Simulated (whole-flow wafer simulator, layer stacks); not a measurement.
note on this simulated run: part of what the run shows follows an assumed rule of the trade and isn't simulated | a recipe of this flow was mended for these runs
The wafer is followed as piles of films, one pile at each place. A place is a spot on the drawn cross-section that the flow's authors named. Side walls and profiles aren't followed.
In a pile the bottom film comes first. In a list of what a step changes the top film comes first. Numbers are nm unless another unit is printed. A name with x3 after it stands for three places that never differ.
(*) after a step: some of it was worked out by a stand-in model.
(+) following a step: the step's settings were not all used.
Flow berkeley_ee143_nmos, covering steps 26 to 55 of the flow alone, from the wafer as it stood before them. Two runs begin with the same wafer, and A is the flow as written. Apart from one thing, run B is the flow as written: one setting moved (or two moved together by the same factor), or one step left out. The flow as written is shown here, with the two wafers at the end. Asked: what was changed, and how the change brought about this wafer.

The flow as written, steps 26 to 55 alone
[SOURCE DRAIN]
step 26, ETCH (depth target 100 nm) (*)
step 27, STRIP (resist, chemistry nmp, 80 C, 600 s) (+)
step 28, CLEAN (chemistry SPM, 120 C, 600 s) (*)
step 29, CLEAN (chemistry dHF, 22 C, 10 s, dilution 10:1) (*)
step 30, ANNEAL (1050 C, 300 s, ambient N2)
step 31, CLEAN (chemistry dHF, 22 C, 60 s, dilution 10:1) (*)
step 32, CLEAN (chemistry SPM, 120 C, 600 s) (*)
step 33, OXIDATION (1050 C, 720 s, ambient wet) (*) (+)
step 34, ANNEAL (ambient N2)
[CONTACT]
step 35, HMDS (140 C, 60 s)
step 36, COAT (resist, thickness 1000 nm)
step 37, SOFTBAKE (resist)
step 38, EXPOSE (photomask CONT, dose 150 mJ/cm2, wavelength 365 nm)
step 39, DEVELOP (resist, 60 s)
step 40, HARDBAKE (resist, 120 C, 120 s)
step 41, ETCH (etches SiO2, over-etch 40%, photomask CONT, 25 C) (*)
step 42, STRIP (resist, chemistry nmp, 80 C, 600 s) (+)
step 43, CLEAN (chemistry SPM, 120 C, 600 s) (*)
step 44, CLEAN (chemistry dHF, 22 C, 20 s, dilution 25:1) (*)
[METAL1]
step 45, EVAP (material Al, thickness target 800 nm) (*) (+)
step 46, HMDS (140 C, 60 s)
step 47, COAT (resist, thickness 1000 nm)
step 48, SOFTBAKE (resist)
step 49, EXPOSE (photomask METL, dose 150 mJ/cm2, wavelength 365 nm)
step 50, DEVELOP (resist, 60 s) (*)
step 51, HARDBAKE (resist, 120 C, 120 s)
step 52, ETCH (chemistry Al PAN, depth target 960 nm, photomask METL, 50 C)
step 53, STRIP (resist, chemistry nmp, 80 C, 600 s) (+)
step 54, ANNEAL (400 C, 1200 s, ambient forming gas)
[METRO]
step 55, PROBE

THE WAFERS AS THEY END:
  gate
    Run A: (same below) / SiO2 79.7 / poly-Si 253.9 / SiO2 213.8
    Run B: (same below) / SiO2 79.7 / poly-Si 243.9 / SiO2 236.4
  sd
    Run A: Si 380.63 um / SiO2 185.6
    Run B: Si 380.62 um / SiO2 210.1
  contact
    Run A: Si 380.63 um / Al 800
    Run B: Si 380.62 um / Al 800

Cause: step 33, OXIDATION: 1066 C was run, whereas the flow has 1050 C.

Step by step, how the change led to this:
  step 33, OXIDATION (1050 C, 720 s, ambient wet) (*) (+)
      sd, contact: A +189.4 SiO2 (new film), -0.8 chemical SiO2 (all of it), -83 Si | B +213.9 SiO2 (new film), -0.8 chemical SiO2 (all of it), -93.8 Si
      gate: A +217.6 SiO2 (new film), -0.8 chemical SiO2 (all of it), -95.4 poly-Si | B +240.3 SiO2 (new film), -0.8 chemical SiO2 (all of it), -105.4 poly-Si
      (also at 1 further place)
  step 41, ETCH (etches SiO2, over-etch 40%, photomask CONT, 25 C) (*)
      contact: A -189.4 SiO2 (all of it) | B -213.9 SiO2 (all of it)
